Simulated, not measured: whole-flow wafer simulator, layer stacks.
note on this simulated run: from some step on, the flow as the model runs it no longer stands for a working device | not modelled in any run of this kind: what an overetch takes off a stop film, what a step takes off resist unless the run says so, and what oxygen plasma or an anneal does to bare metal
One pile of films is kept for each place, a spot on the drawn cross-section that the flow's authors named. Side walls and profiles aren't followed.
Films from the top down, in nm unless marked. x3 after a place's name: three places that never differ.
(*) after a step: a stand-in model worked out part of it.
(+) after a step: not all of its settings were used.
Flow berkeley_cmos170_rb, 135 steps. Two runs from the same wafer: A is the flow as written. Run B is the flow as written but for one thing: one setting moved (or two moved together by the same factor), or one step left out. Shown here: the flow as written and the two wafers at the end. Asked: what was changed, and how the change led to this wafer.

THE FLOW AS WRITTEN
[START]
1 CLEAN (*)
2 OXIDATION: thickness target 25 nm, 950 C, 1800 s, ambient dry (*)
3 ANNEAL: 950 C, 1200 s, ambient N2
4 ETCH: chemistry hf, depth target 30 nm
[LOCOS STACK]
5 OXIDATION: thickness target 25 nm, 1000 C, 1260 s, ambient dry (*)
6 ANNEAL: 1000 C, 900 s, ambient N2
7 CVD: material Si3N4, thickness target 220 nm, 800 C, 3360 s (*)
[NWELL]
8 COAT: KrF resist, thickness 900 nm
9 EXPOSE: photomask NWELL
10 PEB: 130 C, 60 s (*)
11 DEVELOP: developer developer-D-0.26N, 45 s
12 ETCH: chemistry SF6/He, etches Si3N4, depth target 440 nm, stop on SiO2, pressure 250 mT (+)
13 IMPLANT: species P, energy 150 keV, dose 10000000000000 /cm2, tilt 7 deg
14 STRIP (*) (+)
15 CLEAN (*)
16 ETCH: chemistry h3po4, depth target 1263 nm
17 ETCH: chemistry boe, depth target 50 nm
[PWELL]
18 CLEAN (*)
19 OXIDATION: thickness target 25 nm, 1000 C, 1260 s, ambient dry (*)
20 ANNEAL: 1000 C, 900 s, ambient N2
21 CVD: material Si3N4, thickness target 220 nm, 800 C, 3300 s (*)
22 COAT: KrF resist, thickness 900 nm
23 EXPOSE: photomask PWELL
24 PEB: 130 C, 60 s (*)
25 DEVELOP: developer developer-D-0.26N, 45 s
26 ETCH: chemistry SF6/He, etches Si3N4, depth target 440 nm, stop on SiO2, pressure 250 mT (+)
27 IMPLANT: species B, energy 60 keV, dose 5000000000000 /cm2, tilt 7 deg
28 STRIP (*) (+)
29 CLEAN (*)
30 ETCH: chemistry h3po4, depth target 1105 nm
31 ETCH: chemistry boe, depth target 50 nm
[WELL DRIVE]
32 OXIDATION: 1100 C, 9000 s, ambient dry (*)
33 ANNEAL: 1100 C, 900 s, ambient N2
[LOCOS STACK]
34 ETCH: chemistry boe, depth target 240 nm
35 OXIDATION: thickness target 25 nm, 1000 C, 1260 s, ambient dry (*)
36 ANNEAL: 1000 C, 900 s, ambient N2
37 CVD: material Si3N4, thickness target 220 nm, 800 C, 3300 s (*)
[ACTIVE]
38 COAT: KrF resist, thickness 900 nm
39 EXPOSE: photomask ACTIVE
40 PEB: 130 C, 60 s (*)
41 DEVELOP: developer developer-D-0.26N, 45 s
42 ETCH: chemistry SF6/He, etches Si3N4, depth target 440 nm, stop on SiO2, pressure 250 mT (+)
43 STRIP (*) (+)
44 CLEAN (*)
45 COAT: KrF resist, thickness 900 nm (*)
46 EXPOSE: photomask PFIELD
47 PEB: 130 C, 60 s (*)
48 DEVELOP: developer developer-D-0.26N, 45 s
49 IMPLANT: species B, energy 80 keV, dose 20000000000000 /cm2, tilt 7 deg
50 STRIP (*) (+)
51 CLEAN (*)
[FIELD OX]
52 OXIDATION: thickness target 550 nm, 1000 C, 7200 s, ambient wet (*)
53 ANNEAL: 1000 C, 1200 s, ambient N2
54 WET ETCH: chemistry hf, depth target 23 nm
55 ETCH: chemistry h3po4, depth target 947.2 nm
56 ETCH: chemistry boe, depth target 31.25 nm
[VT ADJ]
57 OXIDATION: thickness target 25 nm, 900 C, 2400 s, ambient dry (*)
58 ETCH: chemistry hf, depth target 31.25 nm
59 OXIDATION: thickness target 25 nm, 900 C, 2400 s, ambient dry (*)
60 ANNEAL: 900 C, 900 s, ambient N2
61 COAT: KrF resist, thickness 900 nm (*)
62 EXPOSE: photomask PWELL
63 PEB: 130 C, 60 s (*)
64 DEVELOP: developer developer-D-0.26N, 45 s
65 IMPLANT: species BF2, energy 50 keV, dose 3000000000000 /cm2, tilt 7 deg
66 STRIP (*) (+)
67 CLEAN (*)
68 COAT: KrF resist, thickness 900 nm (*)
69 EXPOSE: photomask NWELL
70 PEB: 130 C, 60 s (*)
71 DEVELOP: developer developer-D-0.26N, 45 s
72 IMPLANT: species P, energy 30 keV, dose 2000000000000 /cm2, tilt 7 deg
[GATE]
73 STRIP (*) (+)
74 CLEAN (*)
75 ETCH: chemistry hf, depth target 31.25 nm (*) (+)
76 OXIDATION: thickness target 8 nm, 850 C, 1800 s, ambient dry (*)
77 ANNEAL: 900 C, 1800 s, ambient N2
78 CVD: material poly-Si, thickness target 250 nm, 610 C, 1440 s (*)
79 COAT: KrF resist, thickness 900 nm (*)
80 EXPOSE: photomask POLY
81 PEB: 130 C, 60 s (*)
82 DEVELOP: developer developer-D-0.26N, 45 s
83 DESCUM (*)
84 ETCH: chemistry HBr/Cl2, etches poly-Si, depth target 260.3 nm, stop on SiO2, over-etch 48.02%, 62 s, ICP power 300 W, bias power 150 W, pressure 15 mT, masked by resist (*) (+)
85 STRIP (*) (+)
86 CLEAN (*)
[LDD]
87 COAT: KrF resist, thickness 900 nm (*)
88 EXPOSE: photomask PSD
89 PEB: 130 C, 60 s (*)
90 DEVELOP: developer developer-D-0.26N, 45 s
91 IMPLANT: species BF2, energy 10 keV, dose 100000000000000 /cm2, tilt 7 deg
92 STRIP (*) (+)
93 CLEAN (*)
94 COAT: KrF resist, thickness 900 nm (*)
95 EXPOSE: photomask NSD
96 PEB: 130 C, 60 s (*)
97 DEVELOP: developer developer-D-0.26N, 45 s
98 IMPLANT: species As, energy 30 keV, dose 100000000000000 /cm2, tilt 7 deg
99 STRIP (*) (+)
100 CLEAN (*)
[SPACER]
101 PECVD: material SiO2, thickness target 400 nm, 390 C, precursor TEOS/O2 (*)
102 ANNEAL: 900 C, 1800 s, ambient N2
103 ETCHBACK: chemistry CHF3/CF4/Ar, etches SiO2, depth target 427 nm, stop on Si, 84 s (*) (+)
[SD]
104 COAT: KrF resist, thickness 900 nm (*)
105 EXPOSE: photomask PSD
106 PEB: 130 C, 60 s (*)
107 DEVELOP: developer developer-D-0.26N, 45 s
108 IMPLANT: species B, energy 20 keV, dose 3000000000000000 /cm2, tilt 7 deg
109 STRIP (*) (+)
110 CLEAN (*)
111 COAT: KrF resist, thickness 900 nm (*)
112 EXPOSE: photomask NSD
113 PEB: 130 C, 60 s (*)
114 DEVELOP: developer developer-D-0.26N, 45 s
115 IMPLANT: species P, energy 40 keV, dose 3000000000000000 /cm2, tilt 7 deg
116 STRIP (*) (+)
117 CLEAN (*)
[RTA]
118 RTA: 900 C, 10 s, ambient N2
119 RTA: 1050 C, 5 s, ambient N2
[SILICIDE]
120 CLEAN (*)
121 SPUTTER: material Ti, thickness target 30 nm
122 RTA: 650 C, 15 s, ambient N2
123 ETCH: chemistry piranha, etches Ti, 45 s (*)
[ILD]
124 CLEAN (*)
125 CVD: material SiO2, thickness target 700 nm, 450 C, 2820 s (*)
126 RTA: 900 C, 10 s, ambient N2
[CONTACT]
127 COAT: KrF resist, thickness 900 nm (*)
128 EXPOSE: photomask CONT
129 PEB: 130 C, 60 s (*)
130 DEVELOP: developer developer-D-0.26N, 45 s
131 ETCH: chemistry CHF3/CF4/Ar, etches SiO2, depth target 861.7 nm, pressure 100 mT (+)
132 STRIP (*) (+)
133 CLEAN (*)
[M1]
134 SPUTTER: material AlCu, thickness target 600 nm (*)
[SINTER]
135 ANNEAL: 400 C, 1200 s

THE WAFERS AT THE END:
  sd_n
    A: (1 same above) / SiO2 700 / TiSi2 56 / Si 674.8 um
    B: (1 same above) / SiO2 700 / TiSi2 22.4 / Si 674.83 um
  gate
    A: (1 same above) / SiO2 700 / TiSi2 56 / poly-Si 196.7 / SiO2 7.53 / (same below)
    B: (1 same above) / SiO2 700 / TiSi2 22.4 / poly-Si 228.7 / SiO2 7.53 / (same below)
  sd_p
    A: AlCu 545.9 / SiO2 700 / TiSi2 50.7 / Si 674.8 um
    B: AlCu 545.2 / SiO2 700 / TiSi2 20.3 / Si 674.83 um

The cause: step 121, SPUTTER: thickness target 12 nm was run, where the flow has thickness target 30 nm.

How the change led to this, step by step:
  121 SPUTTER: material Ti, thickness target 30 nm
      field, sd_n, spacer_n, gate, spacer_p, gate_p, contact, m1: A Ti +30 (new film) | B Ti +12 (new film)
      sd_p: A Ti +27.1 (new film) | B Ti +10.8 (new film)
  122 RTA: 650 C, 15 s, ambient N2
      sd_n, contact, m1: A Ti -23.4, TiSi first +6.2 (new film), TiSi2 C49 +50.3 (new film), Si -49 | B Ti -9.36, TiSi2 C49 +23.8 (new film), Si -21.2
      gate, gate_p: A Ti -23.4, TiSi first +6.2 (new film), TiSi2 C49 +50.3 (new film), poly-Si -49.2 | B Ti -9.36, TiSi2 C49 +23.8 (new film), poly-Si -21.3
      (and at 1 more place)
  123 ETCH: chemistry piranha, etches Ti, 45 s (*)
      sd_n, gate, gate_p, contact, m1: A Ti -6.6 (all of it) | B Ti -2.64 (all of it)
      field, spacer_n, spacer_p: A Ti -30 (all of it) | B Ti -12 (all of it)
      (and at 1 more place)
  126 RTA: 900 C, 10 s, ambient N2
      sd_n, contact, m1: A under 1 film: TiSi2 +56 (new film), TiSi first -6.2 (all of it), TiSi2 C49 -50.3 (all of it), Si -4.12 | B under 1 film: TiSi2 +22.4 (new film), TiSi2 C49 -23.8 (all of it)
      gate, gate_p: A under 1 film: TiSi2 +56 (new film), TiSi first -6.2 (all of it), TiSi2 C49 -50.3 (all of it), poly-Si -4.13 | B under 1 film: TiSi2 +22.4 (new film), TiSi2 C49 -23.8 (all of it)
      (and at 1 more place)
